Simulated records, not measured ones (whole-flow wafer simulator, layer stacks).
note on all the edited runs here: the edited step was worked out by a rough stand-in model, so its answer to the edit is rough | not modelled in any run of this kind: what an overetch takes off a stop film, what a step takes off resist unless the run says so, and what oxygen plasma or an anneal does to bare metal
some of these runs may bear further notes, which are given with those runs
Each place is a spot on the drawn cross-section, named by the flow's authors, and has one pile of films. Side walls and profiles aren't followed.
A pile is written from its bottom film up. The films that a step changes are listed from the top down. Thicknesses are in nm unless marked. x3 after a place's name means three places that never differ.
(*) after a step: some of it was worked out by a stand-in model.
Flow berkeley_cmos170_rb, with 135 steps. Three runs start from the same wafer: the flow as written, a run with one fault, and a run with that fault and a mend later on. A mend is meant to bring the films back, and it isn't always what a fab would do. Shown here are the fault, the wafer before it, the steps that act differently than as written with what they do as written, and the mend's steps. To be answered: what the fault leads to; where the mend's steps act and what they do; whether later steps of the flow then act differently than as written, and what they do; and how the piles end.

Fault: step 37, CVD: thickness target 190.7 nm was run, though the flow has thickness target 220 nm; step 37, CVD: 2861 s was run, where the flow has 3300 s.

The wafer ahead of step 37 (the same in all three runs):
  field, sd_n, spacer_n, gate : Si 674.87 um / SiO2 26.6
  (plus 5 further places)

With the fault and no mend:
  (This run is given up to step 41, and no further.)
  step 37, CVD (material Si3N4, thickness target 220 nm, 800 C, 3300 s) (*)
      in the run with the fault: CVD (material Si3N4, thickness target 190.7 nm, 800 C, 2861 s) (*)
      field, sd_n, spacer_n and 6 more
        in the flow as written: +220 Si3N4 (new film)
        in the run with the fault: +190.7 Si3N4 (new film)
  None of the later steps of the flow up to step 41 acts differently than as written at any place that is followed.
  After step 41, at field, sd_n, spacer_n and 6 more, the piles differ from the flow's by more than 2% or 0.5 nm, whichever is larger.
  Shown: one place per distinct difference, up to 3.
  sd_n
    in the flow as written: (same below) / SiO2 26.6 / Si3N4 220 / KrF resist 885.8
    in the run with the fault: (same below) / SiO2 26.6 / Si3N4 190.7 / KrF resist 885.8
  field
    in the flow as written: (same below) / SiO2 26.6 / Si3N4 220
    in the run with the fault: (same below) / SiO2 26.6 / Si3N4 190.7

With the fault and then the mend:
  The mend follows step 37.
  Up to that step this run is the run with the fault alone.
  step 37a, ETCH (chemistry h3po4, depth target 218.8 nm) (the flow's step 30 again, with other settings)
      field, sd_n, spacer_n and 6 more
        -190.7 Si3N4 (all of it)
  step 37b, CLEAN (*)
      leaves every film unchanged at each place that is followed
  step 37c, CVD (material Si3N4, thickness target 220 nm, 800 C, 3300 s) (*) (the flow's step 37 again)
      field, sd_n, spacer_n and 6 more
        +220 Si3N4 (new film)
  None of the later steps of the flow acts differently than as written at any place that is followed.
  The piles end the same as the flow's at every place that both follow.
